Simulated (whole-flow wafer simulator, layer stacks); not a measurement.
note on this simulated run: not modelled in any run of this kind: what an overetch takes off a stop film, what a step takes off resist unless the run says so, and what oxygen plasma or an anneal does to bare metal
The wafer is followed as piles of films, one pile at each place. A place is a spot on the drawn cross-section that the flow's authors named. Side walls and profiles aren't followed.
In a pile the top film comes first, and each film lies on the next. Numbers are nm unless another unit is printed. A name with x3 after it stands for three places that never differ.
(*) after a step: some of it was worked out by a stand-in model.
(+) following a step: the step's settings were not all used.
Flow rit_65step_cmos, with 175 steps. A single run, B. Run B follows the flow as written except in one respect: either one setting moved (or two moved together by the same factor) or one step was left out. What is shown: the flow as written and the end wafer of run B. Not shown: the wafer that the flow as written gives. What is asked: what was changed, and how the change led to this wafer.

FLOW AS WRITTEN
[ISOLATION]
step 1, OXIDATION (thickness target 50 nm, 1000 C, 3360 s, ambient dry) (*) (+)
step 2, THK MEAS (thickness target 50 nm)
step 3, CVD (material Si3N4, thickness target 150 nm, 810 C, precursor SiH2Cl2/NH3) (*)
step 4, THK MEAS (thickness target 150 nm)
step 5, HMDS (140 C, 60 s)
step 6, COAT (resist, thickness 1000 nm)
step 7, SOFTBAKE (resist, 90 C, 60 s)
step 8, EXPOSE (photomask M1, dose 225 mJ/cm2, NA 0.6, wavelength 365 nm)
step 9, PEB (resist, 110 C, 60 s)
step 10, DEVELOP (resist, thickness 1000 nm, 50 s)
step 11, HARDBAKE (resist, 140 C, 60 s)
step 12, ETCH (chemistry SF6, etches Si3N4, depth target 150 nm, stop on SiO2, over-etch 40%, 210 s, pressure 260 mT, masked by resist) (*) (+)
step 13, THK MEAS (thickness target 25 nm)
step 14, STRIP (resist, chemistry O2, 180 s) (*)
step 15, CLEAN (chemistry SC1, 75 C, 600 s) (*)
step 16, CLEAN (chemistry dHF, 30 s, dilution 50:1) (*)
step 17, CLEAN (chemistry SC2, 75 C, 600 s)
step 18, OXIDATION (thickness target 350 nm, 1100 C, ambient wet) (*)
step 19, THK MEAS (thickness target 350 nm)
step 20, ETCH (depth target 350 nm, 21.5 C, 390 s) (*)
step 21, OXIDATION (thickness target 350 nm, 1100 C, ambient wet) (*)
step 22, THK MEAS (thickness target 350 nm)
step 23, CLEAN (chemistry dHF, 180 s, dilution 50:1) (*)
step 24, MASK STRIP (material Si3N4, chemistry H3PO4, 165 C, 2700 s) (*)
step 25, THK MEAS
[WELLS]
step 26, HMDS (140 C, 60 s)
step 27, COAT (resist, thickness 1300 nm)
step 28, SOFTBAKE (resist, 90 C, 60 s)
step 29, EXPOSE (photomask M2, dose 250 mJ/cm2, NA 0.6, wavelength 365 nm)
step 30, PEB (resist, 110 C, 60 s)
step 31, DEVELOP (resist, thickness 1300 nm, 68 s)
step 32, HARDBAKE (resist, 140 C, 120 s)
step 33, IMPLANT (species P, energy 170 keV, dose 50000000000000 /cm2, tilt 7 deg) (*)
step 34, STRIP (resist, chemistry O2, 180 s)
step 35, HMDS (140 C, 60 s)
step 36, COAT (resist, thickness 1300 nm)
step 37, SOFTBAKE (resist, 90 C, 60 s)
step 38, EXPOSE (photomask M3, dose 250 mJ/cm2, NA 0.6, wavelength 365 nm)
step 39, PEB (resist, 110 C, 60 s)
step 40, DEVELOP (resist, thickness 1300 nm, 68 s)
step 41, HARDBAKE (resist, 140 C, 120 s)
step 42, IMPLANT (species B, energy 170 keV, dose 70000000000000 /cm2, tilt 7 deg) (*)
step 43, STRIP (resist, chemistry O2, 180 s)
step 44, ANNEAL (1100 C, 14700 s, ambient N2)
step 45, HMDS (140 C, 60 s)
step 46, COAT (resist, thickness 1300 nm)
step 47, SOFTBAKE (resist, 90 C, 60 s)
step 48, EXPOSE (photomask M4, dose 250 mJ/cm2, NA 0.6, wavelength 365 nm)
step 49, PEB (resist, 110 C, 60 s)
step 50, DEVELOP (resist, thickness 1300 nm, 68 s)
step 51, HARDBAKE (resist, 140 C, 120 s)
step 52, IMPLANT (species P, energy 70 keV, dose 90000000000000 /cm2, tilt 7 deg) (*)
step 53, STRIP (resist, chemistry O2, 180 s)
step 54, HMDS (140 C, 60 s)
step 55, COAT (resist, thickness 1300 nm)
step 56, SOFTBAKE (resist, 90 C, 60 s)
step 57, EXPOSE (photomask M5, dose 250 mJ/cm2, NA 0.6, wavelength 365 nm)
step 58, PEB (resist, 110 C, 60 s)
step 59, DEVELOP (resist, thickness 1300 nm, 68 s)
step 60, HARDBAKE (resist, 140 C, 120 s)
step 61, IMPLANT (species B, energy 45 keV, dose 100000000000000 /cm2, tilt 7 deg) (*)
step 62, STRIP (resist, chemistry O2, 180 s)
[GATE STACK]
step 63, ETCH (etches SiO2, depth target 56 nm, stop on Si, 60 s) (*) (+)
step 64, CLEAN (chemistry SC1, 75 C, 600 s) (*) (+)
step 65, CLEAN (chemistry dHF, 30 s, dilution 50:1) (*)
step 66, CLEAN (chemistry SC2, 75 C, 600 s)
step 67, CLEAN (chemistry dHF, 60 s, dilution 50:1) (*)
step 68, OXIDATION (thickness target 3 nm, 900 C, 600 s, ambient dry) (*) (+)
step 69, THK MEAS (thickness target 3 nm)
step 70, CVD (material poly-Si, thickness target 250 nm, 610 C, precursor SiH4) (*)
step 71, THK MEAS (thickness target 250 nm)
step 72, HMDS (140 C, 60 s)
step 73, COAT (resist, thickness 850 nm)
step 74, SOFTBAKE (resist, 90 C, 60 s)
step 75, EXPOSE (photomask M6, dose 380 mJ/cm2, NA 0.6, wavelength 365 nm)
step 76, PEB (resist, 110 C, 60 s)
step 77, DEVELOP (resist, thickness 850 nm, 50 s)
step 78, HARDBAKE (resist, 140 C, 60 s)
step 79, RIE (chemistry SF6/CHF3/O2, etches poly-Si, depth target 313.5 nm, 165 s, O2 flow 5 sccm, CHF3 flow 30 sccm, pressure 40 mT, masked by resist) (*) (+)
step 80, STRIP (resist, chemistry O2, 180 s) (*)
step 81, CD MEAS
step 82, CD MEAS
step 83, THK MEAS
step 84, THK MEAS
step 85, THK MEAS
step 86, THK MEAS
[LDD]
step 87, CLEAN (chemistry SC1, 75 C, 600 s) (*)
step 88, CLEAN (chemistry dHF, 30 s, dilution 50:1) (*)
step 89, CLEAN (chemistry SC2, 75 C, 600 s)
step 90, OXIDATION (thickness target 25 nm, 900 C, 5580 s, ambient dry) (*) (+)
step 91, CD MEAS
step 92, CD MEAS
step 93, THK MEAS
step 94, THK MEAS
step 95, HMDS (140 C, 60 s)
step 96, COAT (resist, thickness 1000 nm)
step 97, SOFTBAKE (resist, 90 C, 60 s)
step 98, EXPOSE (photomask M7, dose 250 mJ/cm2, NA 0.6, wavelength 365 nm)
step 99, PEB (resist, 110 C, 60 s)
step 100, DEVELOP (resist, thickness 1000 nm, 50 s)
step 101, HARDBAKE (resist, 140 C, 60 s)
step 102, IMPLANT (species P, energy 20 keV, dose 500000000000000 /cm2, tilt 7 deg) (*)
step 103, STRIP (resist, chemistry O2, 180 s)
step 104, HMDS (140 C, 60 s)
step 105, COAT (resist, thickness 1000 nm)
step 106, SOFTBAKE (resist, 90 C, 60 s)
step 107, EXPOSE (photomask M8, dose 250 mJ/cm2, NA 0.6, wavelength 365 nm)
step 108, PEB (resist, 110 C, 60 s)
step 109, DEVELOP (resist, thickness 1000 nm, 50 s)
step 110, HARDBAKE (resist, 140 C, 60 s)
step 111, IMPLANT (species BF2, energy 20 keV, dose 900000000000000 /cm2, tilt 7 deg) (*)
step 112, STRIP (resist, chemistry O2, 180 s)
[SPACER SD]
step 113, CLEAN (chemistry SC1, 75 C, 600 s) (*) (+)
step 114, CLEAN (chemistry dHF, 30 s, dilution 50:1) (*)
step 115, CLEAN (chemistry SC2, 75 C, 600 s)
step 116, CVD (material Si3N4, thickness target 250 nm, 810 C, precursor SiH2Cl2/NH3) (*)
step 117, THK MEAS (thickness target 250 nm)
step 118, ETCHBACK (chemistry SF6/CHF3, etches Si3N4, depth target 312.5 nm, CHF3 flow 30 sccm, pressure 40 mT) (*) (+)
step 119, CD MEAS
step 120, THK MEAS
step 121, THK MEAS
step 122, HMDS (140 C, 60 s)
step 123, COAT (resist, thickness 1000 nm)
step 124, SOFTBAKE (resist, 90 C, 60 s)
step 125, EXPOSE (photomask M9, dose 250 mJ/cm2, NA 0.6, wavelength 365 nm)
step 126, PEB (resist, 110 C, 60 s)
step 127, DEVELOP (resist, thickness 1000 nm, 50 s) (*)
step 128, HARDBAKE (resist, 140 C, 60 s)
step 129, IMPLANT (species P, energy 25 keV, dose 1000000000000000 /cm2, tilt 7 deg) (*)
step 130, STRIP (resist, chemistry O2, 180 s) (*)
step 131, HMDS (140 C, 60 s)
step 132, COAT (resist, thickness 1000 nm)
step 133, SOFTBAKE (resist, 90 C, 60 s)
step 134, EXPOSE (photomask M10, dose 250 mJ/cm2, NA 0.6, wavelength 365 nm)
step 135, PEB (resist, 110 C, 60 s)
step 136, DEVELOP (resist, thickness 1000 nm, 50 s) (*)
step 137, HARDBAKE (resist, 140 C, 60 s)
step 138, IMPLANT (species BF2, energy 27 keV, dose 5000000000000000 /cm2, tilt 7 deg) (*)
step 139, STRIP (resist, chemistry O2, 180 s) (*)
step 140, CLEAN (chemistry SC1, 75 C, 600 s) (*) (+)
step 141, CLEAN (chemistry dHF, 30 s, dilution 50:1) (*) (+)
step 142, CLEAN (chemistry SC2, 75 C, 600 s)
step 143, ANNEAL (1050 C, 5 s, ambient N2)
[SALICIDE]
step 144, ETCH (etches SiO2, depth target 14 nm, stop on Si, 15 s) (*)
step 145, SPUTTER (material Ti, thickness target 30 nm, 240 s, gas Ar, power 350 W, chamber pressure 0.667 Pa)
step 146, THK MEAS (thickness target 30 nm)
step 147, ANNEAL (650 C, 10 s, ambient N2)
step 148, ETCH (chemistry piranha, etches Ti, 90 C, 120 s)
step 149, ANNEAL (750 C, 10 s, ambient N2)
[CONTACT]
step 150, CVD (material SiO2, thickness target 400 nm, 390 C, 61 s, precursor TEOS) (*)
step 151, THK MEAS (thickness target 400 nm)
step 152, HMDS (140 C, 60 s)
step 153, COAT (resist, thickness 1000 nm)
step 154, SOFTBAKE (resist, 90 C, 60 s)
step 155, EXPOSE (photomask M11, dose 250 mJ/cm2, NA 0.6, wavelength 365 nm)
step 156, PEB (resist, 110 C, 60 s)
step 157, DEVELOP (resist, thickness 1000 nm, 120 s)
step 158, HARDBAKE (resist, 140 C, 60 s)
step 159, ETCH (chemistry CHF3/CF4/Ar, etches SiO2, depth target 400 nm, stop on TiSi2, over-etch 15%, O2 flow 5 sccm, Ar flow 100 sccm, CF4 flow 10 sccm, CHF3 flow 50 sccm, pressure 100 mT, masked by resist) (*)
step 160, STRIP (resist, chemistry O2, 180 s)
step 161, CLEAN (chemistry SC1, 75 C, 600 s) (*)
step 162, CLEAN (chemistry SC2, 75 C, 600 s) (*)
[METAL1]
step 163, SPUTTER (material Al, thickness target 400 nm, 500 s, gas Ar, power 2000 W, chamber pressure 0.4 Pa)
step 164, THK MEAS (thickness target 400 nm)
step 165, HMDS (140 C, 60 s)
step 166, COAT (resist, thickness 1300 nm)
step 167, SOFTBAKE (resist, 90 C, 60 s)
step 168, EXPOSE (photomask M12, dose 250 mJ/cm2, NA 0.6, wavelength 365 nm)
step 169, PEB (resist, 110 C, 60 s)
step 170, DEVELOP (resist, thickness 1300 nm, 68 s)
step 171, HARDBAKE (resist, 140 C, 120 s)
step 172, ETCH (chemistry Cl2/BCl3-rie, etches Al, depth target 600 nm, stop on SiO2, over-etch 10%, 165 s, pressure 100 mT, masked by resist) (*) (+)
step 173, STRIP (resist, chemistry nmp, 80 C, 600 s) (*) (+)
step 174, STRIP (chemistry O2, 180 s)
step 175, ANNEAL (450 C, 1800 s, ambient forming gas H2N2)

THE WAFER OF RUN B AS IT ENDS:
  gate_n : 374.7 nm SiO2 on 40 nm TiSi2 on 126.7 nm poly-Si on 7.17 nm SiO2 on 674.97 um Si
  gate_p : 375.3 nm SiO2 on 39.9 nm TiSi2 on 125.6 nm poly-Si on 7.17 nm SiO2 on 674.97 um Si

Cause: step 145, SPUTTER: 180 s was run, whereas the flow has 240 s.

The path from the change to this, step by step:
  step 145, SPUTTER (material Ti, thickness target 30 nm, 240 s, gas Ar, power 350 W, chamber pressure 0.667 Pa)
      field, field_pw, field_nw, field_p, spacer, spacer_p: +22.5 Ti (new film) (as written it would have been: +30 Ti (new film))
      gate_n: +20.4 Ti (new film) (as written it would have been: +27.3 Ti (new film))
      (as well as at 1 more place)
  step 147, ANNEAL (650 C, 10 s, ambient N2)
      gate_n: -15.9 Ti, +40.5 TiSi2 C49 (new film), -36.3 poly-Si (as written it would have been: -21.3 Ti, +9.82 TiSi first (new film), +39.5 TiSi2 C49 (new film), -41.9 poly-Si)
      gate_p: -15.9 Ti, +40.4 TiSi2 C49 (new film), -36.2 poly-Si (as written it would have been: -21.2 Ti, +9.56 TiSi first (new film), +39.6 TiSi2 C49 (new film), -41.9 poly-Si)
  step 148, ETCH (chemistry piranha, etches Ti, 90 C, 120 s)
      gate_n: -4.49 Ti (all of it), -0.11 TiSi2 C49 (as written it would have been: -6 Ti (all of it), -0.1 TiSi first)
      gate_p: -4.48 Ti (all of it), -0.11 TiSi2 C49 (as written it would have been: -5.97 Ti (all of it), -0.1 TiSi first)
      (as well as at 6 more places)
  step 149, ANNEAL (750 C, 10 s, ambient N2)
      gate_n: +40 TiSi2 (new film), -40.4 TiSi2 C49 (all of it) (as written it would have been: +50.8 TiSi2 (new film), -9.72 TiSi first (all of it), -39.5 TiSi2 C49 (all of it), -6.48 poly-Si)
      gate_p: +39.9 TiSi2 (new film), -40.3 TiSi2 C49 (all of it) (as written it would have been: +50.6 TiSi2 (new film), -9.46 TiSi first (all of it), -39.6 TiSi2 C49 (all of it), -6.31 poly-Si)
